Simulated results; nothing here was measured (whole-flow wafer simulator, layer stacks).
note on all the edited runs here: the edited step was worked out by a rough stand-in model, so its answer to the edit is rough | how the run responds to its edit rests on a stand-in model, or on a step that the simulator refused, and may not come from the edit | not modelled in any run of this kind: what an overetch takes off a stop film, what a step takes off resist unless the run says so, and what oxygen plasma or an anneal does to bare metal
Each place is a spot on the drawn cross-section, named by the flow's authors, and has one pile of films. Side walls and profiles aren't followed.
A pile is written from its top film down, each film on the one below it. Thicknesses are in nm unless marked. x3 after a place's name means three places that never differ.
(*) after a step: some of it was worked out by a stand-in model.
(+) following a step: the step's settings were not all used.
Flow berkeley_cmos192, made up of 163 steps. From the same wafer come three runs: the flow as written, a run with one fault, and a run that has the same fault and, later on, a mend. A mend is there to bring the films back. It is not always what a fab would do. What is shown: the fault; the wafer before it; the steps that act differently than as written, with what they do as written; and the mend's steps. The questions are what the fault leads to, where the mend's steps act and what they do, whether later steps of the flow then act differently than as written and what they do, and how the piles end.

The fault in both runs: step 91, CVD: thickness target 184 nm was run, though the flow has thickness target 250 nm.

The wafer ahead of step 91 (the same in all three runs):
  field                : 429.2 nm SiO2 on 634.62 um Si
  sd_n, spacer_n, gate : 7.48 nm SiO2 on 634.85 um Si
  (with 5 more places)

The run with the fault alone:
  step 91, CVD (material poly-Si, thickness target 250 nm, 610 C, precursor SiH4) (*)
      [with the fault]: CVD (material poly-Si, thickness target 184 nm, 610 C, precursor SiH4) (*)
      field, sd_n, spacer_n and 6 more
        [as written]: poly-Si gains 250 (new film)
        [with the fault]: poly-Si gains 184 (new film)
  Steps further on in the flow that do not act as written (not shown: 14 more steps that differ only slightly, by at most 2% or 0.5 nm, whichever is larger):
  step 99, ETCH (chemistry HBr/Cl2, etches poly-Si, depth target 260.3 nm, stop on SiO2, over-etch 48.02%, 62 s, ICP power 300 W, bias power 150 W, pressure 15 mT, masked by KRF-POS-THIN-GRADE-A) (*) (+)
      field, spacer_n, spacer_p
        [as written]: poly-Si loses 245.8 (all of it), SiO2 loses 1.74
        [with the fault]: poly-Si loses 179.8 (all of it), SiO2 loses 6.82
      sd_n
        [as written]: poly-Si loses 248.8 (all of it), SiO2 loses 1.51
        [with the fault]: poly-Si loses 182.8 (all of it), SiO2 loses 6.58
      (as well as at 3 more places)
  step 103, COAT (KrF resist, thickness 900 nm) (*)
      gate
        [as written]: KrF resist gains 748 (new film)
        [with the fault]: KrF resist gains 801.5 (new film)
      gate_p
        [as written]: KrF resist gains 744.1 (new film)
        [with the fault]: KrF resist gains 797.5 (new film)
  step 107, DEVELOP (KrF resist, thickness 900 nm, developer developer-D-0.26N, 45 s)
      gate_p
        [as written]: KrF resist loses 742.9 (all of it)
        [with the fault]: KrF resist loses 796.3 (all of it)
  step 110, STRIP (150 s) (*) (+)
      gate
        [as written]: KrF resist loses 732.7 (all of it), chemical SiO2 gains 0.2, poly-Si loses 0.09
        [with the fault]: KrF resist loses 786.1 (all of it), chemical SiO2 gains 0.2, poly-Si loses 0.09
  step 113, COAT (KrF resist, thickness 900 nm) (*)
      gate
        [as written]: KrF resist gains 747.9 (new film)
        [with the fault]: KrF resist gains 800.8 (new film)
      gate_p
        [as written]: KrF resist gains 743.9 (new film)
        [with the fault]: KrF resist gains 796.8 (new film)
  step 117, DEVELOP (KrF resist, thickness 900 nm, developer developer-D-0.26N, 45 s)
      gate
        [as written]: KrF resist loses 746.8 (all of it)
        [with the fault]: KrF resist loses 799.6 (all of it)
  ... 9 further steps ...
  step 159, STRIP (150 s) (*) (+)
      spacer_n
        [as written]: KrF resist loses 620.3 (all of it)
        [with the fault]: KrF resist loses 655.7 (all of it)
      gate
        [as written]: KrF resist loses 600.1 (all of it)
        [with the fault]: KrF resist loses 632 (all of it)
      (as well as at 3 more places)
  At spacer_n, gate, spacer_p, gate_p, the piles at the end differ from the flow's by more than 2% or 0.5 nm, whichever is larger.
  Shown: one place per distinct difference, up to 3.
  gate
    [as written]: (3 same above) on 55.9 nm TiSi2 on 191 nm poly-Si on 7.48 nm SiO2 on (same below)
    [with the fault]: (3 same above) on 55.9 nm TiSi2 on 125 nm poly-Si on 7.48 nm SiO2 on (same below)
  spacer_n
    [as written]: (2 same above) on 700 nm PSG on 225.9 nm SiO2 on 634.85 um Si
    [with the fault]: (2 same above) on 700 nm PSG on 159.9 nm SiO2 on 634.85 um Si
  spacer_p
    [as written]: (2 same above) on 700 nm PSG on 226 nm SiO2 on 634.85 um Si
    [with the fault]: (2 same above) on 700 nm PSG on 160 nm SiO2 on 634.85 um Si

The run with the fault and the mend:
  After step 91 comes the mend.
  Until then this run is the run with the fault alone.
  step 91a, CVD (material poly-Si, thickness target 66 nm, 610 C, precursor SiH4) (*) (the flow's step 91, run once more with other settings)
      field, sd_n, spacer_n and 6 more
        poly-Si gains 66
  Every later step of the flow that is run acts as written, at every place that is followed, to within 2% or 0.5 nm, whichever is larger.
  By the end, the piles equal the flow's at every place that both follow.
